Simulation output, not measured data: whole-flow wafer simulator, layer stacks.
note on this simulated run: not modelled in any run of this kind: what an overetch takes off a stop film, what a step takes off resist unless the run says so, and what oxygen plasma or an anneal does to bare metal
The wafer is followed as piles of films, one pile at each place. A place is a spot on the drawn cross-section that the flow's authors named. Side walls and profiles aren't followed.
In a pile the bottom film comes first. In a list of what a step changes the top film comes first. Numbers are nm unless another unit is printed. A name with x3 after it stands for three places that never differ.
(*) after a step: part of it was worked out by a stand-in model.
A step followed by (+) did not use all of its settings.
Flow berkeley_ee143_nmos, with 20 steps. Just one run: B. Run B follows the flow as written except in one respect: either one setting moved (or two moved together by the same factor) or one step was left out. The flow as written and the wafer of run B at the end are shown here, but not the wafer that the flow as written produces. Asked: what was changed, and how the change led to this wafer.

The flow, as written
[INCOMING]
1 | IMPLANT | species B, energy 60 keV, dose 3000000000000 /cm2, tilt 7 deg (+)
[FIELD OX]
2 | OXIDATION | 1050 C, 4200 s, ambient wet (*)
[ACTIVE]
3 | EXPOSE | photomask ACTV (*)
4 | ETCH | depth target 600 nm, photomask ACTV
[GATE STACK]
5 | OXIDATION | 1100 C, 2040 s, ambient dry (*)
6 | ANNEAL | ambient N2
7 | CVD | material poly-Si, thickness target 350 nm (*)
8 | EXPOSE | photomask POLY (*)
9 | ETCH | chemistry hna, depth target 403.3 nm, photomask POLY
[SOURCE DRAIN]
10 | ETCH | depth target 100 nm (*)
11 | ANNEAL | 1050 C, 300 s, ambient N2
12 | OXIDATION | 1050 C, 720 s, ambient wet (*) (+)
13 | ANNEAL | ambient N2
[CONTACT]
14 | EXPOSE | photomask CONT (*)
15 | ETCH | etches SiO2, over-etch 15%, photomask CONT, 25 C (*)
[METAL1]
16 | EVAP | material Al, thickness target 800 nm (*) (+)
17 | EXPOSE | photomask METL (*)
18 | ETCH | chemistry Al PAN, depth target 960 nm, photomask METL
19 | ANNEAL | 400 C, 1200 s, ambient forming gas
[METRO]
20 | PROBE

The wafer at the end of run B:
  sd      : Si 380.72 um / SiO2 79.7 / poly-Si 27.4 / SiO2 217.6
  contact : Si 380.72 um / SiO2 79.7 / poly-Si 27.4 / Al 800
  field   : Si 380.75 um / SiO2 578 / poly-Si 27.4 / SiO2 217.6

What caused this: step 9, ETCH: depth target 226.9 nm was run, while the flow as written has depth target 403.3 nm.

The path from the change to this, step by step:
  9 | ETCH | chemistry hna, depth target 403.3 nm, photomask POLY
      sd, contact, field: poly-Si loses 226.9 (in the flow as written it would be: poly-Si loses 350 (all of it))
  10 | ETCH | depth target 100 nm (*)
      sd, contact: nothing (in the flow as written it would be: SiO2 loses 79.7 (all of it))
      field: nothing (in the flow as written it would be: SiO2 loses 100)
  12 | OXIDATION | 1050 C, 720 s, ambient wet (*) (+)
      sd, contact: SiO2 gains 217.6 (new film), poly-Si loses 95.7 (in the flow as written it would be: SiO2 gains 189.4 (new film), Si loses 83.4)
      field: SiO2 gains 217.6 (new film), poly-Si loses 95.7 (in the flow as written it would be: SiO2 gains 69.1, Si loses 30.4)
  15 | ETCH | etches SiO2, over-etch 15%, photomask CONT, 25 C (*)
      contact: SiO2 loses 217.6 (all of it) (in the flow as written it would be: SiO2 loses 189.4 (all of it))
